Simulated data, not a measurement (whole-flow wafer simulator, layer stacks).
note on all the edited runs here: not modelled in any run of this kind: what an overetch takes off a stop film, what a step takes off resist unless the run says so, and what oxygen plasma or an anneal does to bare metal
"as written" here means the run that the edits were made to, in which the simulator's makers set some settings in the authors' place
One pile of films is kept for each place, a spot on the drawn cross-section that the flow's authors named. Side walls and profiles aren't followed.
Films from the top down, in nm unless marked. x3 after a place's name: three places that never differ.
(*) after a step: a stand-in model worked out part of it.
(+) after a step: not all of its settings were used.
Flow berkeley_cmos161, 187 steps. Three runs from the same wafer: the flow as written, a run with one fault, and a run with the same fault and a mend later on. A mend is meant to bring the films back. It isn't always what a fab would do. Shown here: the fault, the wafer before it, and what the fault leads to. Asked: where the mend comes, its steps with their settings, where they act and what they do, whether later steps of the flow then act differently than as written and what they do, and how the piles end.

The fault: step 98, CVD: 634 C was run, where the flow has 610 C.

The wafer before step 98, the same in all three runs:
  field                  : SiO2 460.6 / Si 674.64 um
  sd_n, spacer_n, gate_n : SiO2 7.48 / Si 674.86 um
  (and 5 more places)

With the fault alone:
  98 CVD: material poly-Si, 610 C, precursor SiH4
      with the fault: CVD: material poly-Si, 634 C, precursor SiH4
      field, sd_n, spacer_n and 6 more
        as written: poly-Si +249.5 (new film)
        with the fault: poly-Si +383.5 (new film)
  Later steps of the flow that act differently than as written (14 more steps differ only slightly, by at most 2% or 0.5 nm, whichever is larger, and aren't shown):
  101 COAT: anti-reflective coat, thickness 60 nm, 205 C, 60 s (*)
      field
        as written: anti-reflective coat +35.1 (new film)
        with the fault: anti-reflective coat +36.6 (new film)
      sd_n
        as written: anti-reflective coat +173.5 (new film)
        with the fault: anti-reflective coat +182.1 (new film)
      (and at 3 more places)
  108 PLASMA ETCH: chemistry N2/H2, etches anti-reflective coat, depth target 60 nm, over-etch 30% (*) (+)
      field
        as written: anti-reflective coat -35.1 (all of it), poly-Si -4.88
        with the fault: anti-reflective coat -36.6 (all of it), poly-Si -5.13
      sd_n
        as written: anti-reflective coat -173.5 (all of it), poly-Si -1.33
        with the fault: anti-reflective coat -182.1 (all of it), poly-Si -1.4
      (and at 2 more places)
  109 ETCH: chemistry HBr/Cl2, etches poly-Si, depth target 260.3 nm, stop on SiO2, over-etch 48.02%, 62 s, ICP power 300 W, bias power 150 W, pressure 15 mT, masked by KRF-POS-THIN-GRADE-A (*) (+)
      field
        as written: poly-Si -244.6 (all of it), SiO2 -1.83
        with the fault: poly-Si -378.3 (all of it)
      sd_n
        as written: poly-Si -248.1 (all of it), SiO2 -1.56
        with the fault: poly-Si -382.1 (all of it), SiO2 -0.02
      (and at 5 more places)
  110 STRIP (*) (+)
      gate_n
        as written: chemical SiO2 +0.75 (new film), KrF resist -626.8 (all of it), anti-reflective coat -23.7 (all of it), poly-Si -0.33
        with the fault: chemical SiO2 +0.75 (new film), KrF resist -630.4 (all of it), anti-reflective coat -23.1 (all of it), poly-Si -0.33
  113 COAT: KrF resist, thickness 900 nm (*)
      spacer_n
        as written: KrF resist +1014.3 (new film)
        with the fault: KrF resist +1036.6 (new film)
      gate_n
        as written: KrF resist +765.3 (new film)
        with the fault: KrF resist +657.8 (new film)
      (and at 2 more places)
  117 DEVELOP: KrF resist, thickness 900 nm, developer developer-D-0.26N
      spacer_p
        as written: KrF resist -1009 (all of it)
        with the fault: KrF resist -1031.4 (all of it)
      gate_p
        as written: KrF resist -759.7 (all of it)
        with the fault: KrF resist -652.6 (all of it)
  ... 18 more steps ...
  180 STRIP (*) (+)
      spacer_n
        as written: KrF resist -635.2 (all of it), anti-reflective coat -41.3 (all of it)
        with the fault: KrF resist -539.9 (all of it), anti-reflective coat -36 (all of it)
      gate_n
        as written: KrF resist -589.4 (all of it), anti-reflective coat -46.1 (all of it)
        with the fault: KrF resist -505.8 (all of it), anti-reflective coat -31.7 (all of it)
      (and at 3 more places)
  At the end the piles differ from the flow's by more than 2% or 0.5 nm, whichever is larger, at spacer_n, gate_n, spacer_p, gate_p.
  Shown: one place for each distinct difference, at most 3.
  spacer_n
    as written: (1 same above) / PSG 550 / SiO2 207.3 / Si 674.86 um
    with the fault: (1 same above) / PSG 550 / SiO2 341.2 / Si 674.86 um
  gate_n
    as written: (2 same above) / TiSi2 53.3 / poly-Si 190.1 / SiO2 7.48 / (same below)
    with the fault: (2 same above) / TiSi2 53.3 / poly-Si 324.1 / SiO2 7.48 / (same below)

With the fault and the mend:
  The mend comes after step 100.
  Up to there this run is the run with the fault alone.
  100a ETCH: chemistry tmah, depth target 134 nm
      field, sd_n, spacer_n and 6 more
        poly-Si -134
  No later step of the flow acts differently than as written, at any place that is followed, by more than 2% or 0.5 nm, whichever is larger.
  At the end the piles differ from the flow's only slightly at the places that both follow, by at most 2% or 0.5 nm, whichever is larger.
